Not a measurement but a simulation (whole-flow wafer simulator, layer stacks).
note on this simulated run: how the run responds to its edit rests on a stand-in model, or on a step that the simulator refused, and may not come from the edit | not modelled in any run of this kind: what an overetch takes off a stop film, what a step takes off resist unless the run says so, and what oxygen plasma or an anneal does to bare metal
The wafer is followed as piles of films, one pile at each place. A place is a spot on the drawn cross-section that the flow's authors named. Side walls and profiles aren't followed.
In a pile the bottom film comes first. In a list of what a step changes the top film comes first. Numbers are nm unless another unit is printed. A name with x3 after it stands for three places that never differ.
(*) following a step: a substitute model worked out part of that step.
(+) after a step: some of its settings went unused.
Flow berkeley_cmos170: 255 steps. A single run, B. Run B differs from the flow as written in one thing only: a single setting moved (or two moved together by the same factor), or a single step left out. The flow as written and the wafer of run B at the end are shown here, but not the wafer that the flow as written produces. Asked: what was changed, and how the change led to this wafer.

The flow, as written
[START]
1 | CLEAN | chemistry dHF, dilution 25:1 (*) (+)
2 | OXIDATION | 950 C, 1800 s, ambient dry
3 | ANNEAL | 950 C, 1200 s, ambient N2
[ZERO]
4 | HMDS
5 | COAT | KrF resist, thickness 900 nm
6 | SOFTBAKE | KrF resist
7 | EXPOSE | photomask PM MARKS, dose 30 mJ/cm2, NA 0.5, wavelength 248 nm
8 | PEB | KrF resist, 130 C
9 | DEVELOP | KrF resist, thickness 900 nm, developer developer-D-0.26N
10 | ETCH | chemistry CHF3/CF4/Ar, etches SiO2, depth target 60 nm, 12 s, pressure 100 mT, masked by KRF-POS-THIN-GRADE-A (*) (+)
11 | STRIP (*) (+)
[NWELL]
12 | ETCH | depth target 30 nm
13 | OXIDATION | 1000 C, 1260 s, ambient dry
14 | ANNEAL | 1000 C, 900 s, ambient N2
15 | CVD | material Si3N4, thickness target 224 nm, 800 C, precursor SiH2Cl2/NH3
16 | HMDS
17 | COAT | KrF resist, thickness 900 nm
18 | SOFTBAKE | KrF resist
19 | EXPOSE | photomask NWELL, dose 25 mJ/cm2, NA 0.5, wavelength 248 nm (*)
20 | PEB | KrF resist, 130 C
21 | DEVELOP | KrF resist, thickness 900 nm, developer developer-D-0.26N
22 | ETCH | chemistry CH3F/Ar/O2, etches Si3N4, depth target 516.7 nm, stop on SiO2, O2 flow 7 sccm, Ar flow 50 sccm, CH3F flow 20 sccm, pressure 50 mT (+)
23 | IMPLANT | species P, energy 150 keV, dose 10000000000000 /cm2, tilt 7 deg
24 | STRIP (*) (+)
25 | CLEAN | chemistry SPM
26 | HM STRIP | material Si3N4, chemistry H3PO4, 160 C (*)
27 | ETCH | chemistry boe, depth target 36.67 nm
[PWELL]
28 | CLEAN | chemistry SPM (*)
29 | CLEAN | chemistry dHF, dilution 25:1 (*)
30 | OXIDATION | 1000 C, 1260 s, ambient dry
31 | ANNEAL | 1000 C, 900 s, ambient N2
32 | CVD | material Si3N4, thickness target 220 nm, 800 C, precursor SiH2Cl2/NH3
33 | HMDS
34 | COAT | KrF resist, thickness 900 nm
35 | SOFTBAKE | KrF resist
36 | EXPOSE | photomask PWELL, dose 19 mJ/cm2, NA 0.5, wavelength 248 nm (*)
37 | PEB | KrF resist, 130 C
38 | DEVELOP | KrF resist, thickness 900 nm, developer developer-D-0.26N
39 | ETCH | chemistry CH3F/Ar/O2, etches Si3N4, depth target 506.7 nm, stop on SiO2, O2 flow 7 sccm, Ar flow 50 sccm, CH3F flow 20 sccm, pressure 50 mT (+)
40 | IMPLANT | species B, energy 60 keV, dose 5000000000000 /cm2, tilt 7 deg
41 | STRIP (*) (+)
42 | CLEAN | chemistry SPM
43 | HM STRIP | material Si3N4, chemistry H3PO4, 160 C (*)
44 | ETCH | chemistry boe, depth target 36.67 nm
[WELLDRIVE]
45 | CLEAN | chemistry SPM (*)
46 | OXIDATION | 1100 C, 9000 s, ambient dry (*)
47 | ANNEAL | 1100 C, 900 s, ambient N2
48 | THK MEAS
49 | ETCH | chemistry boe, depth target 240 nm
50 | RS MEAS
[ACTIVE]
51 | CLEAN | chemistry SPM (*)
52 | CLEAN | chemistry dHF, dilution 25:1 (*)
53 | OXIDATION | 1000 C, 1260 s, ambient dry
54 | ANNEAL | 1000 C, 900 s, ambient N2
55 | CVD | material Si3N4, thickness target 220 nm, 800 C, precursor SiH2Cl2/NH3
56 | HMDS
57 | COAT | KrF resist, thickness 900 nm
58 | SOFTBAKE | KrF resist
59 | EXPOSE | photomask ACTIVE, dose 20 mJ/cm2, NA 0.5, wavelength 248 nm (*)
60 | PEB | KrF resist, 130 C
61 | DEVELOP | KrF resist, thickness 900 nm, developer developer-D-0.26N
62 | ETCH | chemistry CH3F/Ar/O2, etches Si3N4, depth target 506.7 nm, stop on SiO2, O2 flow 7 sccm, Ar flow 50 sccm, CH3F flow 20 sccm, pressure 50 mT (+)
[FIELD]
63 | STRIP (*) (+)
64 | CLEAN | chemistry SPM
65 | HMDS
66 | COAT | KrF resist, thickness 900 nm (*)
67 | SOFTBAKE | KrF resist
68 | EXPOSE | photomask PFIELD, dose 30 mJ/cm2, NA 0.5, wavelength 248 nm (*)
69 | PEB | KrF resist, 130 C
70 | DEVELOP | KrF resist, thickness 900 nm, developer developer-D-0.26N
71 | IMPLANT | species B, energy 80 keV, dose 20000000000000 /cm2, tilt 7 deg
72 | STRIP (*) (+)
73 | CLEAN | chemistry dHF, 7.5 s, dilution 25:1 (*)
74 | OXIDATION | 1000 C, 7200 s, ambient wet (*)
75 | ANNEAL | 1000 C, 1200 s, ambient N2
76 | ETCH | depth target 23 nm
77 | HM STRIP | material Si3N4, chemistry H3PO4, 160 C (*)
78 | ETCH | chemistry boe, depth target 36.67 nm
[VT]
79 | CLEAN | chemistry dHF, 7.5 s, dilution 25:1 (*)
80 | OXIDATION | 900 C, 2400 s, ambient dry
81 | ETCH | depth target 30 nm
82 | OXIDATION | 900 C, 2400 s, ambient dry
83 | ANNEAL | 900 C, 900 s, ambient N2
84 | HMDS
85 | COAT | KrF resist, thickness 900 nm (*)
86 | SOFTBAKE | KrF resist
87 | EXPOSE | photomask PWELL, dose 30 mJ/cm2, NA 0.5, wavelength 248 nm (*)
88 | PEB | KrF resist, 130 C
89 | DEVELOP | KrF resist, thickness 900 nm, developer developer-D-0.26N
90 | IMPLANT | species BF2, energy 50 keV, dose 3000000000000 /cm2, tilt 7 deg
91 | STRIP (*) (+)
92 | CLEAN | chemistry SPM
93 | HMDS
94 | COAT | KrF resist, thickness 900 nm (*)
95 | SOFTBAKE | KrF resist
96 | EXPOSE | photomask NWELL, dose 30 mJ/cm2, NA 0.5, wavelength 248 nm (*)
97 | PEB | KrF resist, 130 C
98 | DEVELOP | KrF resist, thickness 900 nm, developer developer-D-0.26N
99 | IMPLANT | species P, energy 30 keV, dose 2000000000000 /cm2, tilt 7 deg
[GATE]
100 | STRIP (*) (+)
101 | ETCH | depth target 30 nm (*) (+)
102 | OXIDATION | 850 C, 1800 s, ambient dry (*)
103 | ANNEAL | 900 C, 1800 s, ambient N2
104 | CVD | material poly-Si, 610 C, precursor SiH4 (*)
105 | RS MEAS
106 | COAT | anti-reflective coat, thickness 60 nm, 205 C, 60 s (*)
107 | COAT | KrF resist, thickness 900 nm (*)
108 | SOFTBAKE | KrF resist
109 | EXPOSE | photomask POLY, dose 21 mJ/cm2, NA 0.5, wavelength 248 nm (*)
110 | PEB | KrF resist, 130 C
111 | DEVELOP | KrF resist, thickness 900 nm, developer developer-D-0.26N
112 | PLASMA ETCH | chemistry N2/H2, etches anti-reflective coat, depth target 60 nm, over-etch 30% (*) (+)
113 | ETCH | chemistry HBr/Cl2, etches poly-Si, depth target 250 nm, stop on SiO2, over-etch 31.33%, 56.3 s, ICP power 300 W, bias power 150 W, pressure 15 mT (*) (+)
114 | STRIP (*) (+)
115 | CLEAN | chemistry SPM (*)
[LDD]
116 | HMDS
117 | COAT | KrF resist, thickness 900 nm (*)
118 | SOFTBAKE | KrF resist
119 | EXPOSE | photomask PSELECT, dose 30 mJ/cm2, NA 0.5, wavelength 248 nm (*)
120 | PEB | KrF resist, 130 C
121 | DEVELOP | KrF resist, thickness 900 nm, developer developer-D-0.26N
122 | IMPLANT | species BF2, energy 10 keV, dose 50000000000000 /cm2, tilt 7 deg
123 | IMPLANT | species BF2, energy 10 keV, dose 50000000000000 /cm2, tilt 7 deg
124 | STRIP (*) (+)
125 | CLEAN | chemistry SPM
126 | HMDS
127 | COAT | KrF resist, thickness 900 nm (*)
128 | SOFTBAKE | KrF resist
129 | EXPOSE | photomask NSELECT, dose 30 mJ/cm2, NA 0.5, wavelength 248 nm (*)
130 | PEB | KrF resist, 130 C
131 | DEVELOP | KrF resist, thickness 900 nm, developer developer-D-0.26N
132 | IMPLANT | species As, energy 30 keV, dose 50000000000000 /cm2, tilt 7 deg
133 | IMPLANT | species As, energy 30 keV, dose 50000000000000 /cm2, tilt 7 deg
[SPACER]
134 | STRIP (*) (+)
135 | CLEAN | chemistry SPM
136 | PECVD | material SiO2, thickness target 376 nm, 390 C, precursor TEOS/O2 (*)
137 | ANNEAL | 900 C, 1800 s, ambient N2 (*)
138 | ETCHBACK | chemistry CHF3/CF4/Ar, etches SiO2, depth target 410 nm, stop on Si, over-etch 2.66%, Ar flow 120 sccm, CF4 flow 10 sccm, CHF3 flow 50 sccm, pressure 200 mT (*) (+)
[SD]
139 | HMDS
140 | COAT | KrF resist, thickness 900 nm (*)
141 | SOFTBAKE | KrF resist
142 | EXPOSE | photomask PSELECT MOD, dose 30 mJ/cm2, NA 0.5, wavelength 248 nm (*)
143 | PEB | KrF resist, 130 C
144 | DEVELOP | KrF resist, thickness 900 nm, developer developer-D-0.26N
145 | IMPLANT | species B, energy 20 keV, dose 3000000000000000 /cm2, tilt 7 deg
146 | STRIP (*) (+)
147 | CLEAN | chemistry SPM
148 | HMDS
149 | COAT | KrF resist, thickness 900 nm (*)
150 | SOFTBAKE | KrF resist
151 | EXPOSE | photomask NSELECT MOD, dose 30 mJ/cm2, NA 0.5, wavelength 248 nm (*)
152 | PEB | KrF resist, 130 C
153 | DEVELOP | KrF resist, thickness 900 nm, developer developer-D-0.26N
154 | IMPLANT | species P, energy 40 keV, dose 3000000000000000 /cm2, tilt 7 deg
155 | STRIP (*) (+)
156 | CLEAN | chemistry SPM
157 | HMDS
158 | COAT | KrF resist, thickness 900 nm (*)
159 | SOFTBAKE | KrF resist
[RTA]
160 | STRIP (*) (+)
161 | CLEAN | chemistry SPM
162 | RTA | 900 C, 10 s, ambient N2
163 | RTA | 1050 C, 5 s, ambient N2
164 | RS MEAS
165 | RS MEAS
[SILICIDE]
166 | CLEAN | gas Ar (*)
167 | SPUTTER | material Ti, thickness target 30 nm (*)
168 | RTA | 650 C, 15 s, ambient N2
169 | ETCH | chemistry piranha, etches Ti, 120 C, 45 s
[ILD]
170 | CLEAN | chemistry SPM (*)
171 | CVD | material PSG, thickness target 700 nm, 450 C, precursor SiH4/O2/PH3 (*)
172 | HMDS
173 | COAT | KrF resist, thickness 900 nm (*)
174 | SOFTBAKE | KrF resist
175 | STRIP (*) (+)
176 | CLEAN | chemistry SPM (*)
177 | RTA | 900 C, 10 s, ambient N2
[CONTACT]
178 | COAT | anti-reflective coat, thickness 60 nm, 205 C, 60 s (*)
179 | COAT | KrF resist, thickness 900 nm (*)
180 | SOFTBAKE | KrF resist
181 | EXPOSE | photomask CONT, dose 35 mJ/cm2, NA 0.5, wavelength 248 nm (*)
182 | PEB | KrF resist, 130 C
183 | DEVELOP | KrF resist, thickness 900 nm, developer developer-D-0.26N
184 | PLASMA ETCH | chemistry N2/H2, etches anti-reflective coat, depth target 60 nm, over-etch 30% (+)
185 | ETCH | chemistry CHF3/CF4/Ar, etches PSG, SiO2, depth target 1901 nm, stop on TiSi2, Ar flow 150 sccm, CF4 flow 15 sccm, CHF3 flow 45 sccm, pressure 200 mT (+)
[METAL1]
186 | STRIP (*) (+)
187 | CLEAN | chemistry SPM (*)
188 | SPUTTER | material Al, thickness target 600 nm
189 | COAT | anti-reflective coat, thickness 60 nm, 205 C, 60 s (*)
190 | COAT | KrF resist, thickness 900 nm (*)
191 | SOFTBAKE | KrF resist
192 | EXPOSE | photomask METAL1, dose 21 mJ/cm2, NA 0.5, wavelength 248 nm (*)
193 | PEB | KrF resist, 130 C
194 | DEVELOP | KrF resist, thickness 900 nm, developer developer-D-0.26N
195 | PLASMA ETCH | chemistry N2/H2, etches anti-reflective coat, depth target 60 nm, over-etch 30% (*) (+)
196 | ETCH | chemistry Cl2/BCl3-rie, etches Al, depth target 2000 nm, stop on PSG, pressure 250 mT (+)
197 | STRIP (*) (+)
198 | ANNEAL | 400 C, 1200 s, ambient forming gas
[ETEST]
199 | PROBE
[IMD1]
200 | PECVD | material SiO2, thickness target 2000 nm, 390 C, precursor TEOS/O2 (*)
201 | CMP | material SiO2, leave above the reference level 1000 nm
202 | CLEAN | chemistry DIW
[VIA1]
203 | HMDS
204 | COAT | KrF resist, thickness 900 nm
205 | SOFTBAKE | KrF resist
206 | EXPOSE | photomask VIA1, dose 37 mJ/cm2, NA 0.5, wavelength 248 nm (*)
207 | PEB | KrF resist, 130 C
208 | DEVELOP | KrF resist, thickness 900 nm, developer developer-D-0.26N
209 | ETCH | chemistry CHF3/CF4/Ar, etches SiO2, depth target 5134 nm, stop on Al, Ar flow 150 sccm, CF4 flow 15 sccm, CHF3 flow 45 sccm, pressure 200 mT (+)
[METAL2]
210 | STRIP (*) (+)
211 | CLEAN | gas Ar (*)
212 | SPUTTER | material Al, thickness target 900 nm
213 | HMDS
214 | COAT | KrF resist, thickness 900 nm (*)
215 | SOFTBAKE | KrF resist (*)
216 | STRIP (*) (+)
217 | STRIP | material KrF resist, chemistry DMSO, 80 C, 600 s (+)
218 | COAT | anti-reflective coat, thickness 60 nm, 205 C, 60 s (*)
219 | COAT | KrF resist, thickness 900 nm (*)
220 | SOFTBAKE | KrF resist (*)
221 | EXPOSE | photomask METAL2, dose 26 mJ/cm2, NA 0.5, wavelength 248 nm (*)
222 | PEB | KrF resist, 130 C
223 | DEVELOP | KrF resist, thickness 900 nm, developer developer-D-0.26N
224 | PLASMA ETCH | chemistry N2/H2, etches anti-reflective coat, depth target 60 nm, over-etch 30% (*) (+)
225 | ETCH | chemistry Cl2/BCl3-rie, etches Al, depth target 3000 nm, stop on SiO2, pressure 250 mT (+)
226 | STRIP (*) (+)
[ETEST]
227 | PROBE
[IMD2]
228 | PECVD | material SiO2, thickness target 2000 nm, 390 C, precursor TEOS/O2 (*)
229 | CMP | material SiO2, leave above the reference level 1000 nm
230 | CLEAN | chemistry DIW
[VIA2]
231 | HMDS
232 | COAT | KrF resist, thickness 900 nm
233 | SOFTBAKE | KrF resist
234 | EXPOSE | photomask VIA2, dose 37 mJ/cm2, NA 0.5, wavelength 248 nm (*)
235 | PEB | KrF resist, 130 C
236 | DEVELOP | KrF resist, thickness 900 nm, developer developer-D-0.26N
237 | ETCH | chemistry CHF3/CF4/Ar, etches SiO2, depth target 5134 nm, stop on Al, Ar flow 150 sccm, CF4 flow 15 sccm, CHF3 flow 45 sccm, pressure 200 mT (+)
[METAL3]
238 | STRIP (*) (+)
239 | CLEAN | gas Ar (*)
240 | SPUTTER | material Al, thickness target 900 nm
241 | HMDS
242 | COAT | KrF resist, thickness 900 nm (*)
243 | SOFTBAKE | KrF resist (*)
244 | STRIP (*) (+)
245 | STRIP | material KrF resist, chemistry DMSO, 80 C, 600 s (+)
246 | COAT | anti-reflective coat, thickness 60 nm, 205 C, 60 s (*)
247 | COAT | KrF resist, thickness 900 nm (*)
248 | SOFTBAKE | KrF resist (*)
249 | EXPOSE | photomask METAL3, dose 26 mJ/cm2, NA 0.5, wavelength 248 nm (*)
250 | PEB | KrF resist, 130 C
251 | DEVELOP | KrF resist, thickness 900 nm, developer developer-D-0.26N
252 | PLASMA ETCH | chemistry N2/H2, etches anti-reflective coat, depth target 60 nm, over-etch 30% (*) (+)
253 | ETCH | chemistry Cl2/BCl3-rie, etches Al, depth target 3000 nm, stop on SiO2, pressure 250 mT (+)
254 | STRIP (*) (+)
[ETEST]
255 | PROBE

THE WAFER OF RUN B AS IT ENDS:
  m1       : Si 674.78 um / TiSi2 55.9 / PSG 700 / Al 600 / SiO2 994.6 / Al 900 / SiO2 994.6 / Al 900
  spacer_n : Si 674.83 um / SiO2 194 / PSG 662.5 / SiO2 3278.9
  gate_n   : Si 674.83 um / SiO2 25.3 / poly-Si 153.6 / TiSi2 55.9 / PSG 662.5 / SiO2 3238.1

The reason: step 80, OXIDATION: 1080 C was run, while the flow as written has 900 C.

The path from the change to this, step by step:
  80 | OXIDATION | 900 C, 2400 s, ambient dry
      sd_n, spacer_n, gate_n and 8 more: +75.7 SiO2 (new film), -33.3 Si (it would be, as written: +14.9 SiO2 (new film), -6.57 Si)
      field: +12.7 SiO2, -5.58 Si (it would be, as written: +1.58 SiO2, -0.7 Si)
  81 | ETCH | depth target 30 nm
      sd_n, spacer_n, gate_n and 8 more: -30 SiO2 (it would be, as written: -14.9 SiO2 (all of it))
  82 | OXIDATION | 900 C, 2400 s, ambient dry
      sd_n, spacer_n, gate_n and 8 more: +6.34 SiO2, -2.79 Si (it would be, as written: +14.9 SiO2 (new film), -6.57 Si)
  101 | ETCH | depth target 30 nm (*) (+)
      sd_n, spacer_n, gate_n and 8 more: -30 SiO2 (it would be, as written: -14.9 SiO2 (all of it))
  102 | OXIDATION | 850 C, 1800 s, ambient dry (*)
      sd_n, spacer_n, gate_n and 8 more: +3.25 SiO2, -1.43 Si (it would be, as written: +7.48 SiO2 (new film), -3.29 Si)
  106 | COAT | anti-reflective coat, thickness 60 nm, 205 C, 60 s (*)
      field: +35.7 anti-reflective coat (new film) (it would be, as written: +34.7 anti-reflective coat (new film))
      sd_n: +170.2 anti-reflective coat (new film) (it would be, as written: +158.6 anti-reflective coat (new film))
      (also at 5 further places)
  112 | PLASMA ETCH | chemistry N2/H2, etches anti-reflective coat, depth target 60 nm, over-etch 30% (*) (+)
      field: -35.7 anti-reflective coat (all of it), -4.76 poly-Si (it would be, as written: -34.7 anti-reflective coat (all of it), -4.4 poly-Si)
      sd_n: -170.2 anti-reflective coat (all of it), -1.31 poly-Si (it would be, as written: -158.6 anti-reflective coat (all of it), -1.22 poly-Si)
      (also at 3 further places)
  114 | STRIP (*) (+)
      gate_n: +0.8 chemical SiO2 (new film), -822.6 KrF resist (all of it), -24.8 anti-reflective coat (all of it), -0.35 poly-Si (it would be, as written: +0.8 chemical SiO2 (new film), -812.6 KrF resist (all of it), -27.3 anti-reflective coat (all of it), -0.35 poly-Si)
      gate_p: +0.8 chemical SiO2 (new film), -787.3 KrF resist (all of it), -28.4 anti-reflective coat (all of it), -0.35 poly-Si (it would be, as written: +0.8 chemical SiO2 (new film), -782.1 KrF resist (all of it), -29.6 anti-reflective coat (all of it), -0.35 poly-Si)
  138 | ETCHBACK | chemistry CHF3/CF4/Ar, etches SiO2, depth target 410 nm, stop on Si, over-etch 2.66%, Ar flow 120 sccm, CF4 flow 10 sccm, CHF3 flow 50 sccm, pressure 200 mT (*) (+)
      sd_n, sd_p, contact, m1, via1, m2, via2: -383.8 SiO2 (all of it) (it would be, as written: -366 SiO2 (all of it))
  178 | COAT | anti-reflective coat, thickness 60 nm, 205 C, 60 s (*)
      sd_n: +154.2 anti-reflective coat (new film) (it would be, as written: +135.1 anti-reflective coat (new film))
      sd_p: +86.2 anti-reflective coat (new film) (it would be, as written: +83.4 anti-reflective coat (new film))
      (also at 3 further places)
  184 | PLASMA ETCH | chemistry N2/H2, etches anti-reflective coat, depth target 60 nm, over-etch 30% (+)
      field, sd_n, spacer_n and 8 more: -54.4 KrF resist (it would be, as written: -52.6 KrF resist)
      contact: -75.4 anti-reflective coat (all of it), -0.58 PSG (it would be, as written: -72.8 anti-reflective coat (all of it), -0.56 PSG)
  186 | STRIP (*) (+)
      sd_n: -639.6 KrF resist (all of it), -154.2 anti-reflective coat (all of it) (it would be, as written: -643.8 KrF resist (all of it), -135.1 anti-reflective coat (all of it))
      sd_p: -712.7 KrF resist (all of it), -86.2 anti-reflective coat (all of it) (it would be, as written: -702.2 KrF resist (all of it), -83.4 anti-reflective coat (all of it))
      (also at 2 further places)
  189 | COAT | anti-reflective coat, thickness 60 nm, 205 C, 60 s (*)
      sd_p: +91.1 anti-reflective coat (new film) (it would be, as written: +86.5 anti-reflective coat (new film))
      m1: +61.2 anti-reflective coat (new film) (it would be, as written: +63 anti-reflective coat (new film))
      (also at 1 further place)
  195 | PLASMA ETCH | chemistry N2/H2, etches anti-reflective coat, depth target 60 nm, over-etch 30% (*) (+)
      contact, m1, via1, m2, via2: -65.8 KrF resist (it would be, as written: -62.5 KrF resist)
      sd_p: -91.1 anti-reflective coat (all of it) (it would be, as written: -86.5 anti-reflective coat (all of it))
  196 | ETCH | chemistry Cl2/BCl3-rie, etches Al, depth target 2000 nm, stop on PSG, pressure 250 mT (+)
      sd_p: -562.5 Al (all of it), -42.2 PSG (it would be, as written: -573.8 Al (all of it), -40.8 PSG)
  197 | STRIP (*) (+)
      m1: -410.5 KrF resist (all of it), -61.2 anti-reflective coat (all of it) (it would be, as written: -404.7 KrF resist (all of it), -63 anti-reflective coat (all of it))
      m2: -420.9 KrF resist (all of it), -57.6 anti-reflective coat (all of it) (it would be, as written: -412.9 KrF resist (all of it), -61.1 anti-reflective coat (all of it))
  201 | CMP | material SiO2, leave above the reference level 1000 nm
      spacer_n, spacer_p: -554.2 SiO2 (it would be, as written: -536.3 SiO2)
      gate_n, gate_p: -594.9 SiO2 (it would be, as written: -577.1 SiO2)
      (also at 2 further places)
